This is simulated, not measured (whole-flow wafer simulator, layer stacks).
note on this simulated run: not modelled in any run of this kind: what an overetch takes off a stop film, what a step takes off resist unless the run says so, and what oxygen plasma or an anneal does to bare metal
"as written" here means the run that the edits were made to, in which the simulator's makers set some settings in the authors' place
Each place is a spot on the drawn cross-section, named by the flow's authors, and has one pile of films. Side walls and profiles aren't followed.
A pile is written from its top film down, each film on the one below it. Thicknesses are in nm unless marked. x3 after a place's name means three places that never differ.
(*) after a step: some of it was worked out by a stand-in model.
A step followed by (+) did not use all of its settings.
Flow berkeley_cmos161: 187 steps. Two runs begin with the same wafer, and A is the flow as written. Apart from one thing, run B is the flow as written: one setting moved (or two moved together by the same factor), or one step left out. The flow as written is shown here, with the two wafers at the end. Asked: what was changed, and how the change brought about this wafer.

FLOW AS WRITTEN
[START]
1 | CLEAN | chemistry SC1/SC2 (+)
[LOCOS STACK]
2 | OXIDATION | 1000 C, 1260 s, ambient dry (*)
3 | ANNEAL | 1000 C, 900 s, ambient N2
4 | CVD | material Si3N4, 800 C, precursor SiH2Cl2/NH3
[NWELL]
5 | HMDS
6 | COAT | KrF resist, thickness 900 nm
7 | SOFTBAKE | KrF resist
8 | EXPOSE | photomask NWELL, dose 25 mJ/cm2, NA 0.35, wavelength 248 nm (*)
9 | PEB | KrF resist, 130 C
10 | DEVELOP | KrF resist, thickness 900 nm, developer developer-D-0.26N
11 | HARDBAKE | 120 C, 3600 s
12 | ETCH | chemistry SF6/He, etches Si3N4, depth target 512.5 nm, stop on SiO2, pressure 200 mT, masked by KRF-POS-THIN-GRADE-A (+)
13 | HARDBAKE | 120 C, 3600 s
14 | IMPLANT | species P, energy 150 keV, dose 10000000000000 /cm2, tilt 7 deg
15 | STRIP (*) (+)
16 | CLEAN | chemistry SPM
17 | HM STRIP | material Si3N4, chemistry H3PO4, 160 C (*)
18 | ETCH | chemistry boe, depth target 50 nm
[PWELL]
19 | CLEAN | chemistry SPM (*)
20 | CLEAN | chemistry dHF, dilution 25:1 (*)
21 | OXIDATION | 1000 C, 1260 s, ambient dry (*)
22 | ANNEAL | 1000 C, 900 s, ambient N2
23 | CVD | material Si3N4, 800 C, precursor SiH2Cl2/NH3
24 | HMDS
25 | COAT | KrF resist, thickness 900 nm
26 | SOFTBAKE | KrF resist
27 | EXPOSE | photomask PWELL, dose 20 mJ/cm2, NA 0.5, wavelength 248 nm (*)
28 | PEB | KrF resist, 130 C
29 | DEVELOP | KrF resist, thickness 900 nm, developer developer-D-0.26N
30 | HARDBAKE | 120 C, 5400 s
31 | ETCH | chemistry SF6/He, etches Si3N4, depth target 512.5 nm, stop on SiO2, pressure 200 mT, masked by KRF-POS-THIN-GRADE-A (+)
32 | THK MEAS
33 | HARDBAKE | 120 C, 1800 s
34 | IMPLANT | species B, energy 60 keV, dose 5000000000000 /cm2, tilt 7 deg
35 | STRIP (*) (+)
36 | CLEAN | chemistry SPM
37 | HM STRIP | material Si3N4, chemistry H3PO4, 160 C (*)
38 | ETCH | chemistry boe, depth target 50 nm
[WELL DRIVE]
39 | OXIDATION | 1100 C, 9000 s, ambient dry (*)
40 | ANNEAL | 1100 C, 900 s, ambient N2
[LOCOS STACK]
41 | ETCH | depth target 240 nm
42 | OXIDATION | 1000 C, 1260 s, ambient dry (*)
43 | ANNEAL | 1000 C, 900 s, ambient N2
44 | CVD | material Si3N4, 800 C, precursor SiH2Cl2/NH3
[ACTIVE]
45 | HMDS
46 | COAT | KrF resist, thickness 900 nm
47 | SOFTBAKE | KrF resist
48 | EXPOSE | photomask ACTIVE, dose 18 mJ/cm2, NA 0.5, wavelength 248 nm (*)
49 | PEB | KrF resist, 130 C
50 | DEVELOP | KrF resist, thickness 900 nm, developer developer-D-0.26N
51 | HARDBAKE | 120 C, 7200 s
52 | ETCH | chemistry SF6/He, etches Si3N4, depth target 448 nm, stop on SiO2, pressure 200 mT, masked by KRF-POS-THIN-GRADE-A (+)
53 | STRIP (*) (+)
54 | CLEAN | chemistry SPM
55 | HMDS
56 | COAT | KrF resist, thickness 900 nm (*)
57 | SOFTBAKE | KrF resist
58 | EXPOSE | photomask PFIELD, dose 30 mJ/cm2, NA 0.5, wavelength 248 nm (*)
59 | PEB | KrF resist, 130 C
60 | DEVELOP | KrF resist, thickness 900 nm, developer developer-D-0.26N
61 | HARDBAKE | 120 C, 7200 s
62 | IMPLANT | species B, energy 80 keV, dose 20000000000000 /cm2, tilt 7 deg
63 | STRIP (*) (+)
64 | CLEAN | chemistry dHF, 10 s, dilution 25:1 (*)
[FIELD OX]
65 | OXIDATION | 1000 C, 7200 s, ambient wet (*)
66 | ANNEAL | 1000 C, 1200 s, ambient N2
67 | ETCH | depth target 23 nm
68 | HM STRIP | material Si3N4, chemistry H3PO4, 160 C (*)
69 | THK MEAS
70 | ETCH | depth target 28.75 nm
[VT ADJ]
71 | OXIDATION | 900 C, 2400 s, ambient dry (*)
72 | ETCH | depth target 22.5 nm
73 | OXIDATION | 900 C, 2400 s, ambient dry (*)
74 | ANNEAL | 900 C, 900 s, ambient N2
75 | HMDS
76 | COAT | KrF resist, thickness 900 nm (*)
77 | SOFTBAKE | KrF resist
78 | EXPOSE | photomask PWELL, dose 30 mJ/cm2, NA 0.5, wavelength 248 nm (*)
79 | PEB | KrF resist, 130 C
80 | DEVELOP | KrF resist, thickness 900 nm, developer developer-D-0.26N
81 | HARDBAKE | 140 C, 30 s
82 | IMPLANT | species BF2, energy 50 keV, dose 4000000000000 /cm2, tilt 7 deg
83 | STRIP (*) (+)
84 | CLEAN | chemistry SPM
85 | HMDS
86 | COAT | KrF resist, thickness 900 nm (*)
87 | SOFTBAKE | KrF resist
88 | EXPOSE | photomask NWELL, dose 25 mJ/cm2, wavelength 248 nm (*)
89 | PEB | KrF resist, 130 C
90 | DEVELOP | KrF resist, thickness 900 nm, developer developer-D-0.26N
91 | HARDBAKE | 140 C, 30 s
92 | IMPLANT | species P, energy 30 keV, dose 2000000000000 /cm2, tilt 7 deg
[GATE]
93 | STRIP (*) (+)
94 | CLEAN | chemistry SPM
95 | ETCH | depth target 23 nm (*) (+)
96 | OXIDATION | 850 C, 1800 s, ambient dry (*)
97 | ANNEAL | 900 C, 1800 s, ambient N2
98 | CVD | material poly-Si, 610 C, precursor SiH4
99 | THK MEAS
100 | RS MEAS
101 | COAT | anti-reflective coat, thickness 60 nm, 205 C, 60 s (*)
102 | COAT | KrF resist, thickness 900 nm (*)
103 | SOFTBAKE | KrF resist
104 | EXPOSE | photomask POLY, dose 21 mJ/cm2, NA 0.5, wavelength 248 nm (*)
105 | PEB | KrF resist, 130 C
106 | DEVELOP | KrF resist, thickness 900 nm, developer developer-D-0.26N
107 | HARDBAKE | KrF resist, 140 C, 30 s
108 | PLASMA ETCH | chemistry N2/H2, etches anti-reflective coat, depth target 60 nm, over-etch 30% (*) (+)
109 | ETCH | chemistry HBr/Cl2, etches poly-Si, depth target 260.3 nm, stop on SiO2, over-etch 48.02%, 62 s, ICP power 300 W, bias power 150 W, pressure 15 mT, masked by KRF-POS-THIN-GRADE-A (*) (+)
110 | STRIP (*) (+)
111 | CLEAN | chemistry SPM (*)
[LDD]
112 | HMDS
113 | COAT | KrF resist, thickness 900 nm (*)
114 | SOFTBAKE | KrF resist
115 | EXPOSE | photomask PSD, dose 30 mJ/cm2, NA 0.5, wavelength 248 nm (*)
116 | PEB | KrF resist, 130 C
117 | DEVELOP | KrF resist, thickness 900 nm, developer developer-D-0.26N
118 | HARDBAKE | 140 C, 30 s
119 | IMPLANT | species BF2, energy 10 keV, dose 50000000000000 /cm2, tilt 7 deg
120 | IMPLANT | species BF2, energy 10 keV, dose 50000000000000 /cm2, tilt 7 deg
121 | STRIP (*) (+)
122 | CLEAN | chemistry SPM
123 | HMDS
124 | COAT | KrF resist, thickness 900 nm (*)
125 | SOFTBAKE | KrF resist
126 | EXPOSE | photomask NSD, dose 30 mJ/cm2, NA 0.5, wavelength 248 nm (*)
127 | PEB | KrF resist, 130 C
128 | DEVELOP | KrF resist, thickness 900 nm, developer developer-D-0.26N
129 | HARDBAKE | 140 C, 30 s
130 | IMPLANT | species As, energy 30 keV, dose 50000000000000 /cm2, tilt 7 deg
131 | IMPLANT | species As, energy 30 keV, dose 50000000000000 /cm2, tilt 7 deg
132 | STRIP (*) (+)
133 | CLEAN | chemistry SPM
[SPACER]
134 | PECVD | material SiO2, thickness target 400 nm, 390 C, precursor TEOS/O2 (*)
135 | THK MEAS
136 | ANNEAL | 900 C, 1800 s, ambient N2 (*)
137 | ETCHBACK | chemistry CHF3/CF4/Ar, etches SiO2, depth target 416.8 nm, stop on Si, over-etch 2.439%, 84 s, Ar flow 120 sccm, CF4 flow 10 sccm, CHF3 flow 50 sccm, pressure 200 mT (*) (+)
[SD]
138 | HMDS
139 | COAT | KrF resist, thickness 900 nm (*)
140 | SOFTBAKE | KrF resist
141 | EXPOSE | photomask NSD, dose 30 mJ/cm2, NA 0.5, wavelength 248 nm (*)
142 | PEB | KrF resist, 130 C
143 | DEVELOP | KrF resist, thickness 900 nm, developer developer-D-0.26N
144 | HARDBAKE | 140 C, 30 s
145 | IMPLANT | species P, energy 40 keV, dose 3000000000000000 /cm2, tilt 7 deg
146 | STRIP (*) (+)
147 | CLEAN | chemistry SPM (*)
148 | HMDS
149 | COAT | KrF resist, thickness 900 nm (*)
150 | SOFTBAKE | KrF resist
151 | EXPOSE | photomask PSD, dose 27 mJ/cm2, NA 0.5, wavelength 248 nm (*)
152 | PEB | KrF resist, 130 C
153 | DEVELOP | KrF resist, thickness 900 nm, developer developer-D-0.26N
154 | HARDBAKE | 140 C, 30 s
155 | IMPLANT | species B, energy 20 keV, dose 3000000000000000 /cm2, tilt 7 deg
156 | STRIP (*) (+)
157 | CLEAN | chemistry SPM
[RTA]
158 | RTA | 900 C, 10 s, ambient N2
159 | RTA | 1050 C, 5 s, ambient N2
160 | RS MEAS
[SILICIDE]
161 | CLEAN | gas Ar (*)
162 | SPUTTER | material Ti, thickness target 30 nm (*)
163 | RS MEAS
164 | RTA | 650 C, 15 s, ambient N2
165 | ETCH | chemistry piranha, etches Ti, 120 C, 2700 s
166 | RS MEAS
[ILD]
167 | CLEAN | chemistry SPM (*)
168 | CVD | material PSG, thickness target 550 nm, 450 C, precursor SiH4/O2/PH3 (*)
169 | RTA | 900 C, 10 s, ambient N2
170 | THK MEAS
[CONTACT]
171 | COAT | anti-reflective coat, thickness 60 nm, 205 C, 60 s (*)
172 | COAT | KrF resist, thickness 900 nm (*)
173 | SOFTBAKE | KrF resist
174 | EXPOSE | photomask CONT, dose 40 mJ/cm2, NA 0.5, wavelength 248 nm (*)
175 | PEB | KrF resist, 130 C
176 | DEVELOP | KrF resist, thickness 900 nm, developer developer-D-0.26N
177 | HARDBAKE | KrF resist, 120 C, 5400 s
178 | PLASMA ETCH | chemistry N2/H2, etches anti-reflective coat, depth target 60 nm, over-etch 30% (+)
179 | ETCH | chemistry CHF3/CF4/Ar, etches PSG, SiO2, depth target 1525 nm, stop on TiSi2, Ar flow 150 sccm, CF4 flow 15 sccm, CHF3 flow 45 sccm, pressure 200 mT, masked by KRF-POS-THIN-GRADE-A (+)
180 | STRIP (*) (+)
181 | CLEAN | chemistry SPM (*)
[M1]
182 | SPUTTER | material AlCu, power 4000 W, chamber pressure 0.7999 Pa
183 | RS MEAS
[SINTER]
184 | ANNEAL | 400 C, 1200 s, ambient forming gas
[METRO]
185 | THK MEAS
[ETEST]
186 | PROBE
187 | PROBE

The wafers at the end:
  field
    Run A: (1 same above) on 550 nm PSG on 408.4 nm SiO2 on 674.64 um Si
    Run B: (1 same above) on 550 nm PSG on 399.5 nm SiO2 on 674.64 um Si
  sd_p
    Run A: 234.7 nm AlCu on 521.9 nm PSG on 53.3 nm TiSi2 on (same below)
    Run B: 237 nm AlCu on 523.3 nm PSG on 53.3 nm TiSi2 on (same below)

The reason: step 67, ETCH: depth target 32 nm was run, though the flow has depth target 23 nm.

The path from the change to this, step by step:
  67 | ETCH | depth target 23 nm
      field: A -23 SiO2 | B -32 SiO2
  101 | COAT | anti-reflective coat, thickness 60 nm, 205 C, 60 s (*)
      sd_n: A +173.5 anti-reflective coat (new film) | B +167.2 anti-reflective coat (new film)
      spacer_n: A +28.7 anti-reflective coat (new film) | B +30.5 anti-reflective coat (new film)
      (and at 4 other places as well)
  108 | PLASMA ETCH | chemistry N2/H2, etches anti-reflective coat, depth target 60 nm, over-etch 30% (*) (+)
      sd_n: A -173.5 anti-reflective coat (all of it), -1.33 poly-Si | B -167.2 anti-reflective coat (all of it), -1.29 poly-Si
      spacer_n: A -28.7 anti-reflective coat (all of it), -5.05 poly-Si | B -30.5 anti-reflective coat (all of it), -4.79 poly-Si
      (and at 2 other places as well)
  110 | STRIP (*) (+)
      gate_n: A +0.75 chemical SiO2 (new film), -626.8 KrF resist (all of it), -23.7 anti-reflective coat (all of it), -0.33 poly-Si | B +0.75 chemical SiO2 (new film), -621.1 KrF resist (all of it), -25.5 anti-reflective coat (all of it), -0.33 poly-Si
      gate_p: A +0.75 chemical SiO2 (new film), -598.2 KrF resist (all of it), -27.9 anti-reflective coat (all of it), -0.33 poly-Si | B +0.75 chemical SiO2 (new film), -594.6 KrF resist (all of it), -28.9 anti-reflective coat (all of it), -0.33 poly-Si
  171 | COAT | anti-reflective coat, thickness 60 nm, 205 C, 60 s (*)
      sd_n: A +149.7 anti-reflective coat (new film) | B +142.4 anti-reflective coat (new film)
      m1: A +97.8 anti-reflective coat (new film) | B +95.6 anti-reflective coat (new film)
  180 | STRIP (*) (+)
      sd_n: A -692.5 KrF resist (all of it), -149.7 anti-reflective coat (all of it) | B -693.7 KrF resist (all of it), -142.4 anti-reflective coat (all of it)
      m1: A -739.9 KrF resist (all of it), -97.8 anti-reflective coat (all of it) | B -736.5 KrF resist (all of it), -95.6 anti-reflective coat (all of it)
